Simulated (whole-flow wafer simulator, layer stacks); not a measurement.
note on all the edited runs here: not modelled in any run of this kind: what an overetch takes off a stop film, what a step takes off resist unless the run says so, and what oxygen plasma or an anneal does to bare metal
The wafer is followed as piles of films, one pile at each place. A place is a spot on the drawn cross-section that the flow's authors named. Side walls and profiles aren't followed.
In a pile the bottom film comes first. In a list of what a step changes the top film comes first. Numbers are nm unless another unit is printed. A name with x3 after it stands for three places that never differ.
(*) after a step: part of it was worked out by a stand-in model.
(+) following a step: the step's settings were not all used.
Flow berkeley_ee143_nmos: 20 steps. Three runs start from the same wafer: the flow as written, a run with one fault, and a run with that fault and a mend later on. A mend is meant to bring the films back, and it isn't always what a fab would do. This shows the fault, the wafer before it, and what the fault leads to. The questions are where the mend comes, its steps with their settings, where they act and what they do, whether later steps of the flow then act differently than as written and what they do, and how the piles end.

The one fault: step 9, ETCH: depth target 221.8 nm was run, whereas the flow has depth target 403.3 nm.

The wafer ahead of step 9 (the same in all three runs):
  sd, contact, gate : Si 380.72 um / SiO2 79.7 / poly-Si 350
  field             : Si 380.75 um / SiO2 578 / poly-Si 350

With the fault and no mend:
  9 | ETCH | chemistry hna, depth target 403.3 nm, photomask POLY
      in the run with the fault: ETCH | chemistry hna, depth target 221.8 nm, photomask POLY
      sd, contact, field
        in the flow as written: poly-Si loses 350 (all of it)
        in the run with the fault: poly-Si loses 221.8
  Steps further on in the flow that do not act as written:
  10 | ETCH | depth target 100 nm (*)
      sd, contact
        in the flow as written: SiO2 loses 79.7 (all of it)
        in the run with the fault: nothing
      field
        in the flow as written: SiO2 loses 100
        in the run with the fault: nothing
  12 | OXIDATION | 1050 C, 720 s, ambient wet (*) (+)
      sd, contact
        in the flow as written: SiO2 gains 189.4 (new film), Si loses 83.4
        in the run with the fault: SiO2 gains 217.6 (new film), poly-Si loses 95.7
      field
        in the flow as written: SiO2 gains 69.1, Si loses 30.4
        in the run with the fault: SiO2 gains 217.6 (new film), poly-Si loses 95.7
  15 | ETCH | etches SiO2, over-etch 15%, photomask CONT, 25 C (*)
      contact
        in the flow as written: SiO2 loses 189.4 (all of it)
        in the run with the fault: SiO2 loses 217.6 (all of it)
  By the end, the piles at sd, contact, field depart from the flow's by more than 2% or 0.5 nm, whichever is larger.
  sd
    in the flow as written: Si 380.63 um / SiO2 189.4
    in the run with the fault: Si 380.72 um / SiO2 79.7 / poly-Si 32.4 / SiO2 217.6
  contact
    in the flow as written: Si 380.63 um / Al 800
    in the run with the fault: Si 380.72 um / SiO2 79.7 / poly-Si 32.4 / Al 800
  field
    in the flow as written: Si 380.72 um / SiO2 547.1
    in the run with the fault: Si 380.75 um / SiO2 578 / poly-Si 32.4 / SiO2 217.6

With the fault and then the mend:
  The mend stands after step 9.
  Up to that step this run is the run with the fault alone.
  9a | ETCH | chemistry hna, depth target 181.5 nm, photomask POLY (a further turn of the flow's step 9, with different settings)
      sd, contact, field
        poly-Si loses 128.2 (all of it)
  None of the later steps of the flow acts differently than as written at any place that is followed.
  By the end, the piles equal the flow's at every place that both follow.
